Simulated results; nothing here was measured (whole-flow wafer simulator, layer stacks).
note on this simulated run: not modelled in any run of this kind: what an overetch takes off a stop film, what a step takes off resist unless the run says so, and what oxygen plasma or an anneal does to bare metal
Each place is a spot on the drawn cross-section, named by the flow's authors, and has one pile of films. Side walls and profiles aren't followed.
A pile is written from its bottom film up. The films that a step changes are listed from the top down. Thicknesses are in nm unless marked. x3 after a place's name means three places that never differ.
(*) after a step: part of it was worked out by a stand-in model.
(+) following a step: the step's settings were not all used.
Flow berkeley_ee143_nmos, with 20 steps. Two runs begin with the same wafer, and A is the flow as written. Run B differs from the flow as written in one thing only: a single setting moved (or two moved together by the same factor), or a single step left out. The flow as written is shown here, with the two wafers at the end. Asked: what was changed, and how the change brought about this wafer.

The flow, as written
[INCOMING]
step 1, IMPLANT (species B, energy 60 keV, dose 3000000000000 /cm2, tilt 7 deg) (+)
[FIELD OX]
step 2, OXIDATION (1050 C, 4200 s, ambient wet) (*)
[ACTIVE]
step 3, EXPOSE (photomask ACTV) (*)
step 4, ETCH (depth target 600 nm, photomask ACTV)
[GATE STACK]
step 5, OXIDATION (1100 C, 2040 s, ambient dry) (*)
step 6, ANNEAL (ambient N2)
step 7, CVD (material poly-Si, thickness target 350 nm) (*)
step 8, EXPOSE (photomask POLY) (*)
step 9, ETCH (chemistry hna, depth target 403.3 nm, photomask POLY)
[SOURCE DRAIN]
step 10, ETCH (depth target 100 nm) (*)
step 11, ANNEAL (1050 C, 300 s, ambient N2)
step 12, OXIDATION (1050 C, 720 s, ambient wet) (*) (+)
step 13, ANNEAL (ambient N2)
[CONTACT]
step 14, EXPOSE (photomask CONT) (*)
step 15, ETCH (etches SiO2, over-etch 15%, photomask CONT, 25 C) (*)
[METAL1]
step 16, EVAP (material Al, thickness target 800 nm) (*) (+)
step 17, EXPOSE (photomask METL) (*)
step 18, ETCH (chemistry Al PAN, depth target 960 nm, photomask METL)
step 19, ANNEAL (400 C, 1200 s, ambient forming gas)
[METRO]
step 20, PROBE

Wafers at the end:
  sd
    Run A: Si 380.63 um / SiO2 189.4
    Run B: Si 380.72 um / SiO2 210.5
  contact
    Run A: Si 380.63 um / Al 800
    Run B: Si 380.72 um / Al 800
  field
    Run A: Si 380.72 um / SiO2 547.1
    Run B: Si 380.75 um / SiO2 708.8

The reason: step 9, ETCH: depth target 292.4 nm was run, whereas the flow has depth target 403.3 nm.

How this came from the change, step by step:
  step 9, ETCH (chemistry hna, depth target 403.3 nm, photomask POLY)
      sd, contact, field: A poly-Si loses 350 (all of it) | B poly-Si loses 292.4
  step 10, ETCH (depth target 100 nm) (*)
      sd, contact: A SiO2 loses 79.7 (all of it) | B nothing
      field: A SiO2 loses 100 | B nothing
  step 12, OXIDATION (1050 C, 720 s, ambient wet) (*) (+)
      sd, contact: A SiO2 gains 189.4 (new film), Si loses 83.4 | B poly-Si loses 57.5 (all of it), SiO2 gains 130.8
      field: A SiO2 gains 69.1, Si loses 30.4 | B poly-Si loses 57.5 (all of it), SiO2 gains 130.8
  step 15, ETCH (etches SiO2, over-etch 15%, photomask CONT, 25 C) (*)
      contact: A SiO2 loses 189.4 (all of it) | B SiO2 loses 210.5 (all of it)
